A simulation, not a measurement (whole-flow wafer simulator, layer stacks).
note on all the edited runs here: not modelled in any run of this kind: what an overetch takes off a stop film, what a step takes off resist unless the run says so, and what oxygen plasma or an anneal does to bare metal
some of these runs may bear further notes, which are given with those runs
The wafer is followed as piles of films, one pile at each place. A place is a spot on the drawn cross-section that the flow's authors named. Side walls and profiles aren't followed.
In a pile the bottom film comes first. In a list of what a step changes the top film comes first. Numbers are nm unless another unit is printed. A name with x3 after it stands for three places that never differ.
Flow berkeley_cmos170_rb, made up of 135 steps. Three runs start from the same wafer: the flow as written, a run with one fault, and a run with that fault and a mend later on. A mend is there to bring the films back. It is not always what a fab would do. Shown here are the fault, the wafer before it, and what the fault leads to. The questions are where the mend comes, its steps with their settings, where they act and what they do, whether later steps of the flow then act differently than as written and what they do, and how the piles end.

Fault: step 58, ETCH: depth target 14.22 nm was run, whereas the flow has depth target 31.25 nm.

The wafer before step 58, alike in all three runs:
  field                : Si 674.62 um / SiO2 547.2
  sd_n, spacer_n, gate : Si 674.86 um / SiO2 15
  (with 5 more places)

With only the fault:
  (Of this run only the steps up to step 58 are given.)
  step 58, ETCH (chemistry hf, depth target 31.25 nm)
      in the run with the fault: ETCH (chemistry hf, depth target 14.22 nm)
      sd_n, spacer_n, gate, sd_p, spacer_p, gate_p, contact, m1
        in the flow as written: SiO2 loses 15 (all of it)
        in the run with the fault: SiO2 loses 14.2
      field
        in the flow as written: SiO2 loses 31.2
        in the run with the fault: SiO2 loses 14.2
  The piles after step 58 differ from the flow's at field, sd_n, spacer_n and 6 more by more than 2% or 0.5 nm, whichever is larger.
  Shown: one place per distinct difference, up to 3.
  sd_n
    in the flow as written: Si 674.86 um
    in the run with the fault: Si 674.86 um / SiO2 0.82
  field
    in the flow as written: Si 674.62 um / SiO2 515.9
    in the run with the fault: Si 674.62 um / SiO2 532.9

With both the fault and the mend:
  After step 58 comes the mend.
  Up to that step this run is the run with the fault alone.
  step 58a, ETCH (chemistry hf, depth target 17.03 nm) (the flow's step 58 again, with other settings)
      sd_n, spacer_n, gate, sd_p, spacer_p, gate_p, contact, m1
        SiO2 loses 0.82 (all of it)
      field
        SiO2 loses 17
  Every later step of the flow that is run acts as written, at every place that is followed, to within 2% or 0.5 nm, whichever is larger.
  At every place that both follow, the piles at the end match the flow's.
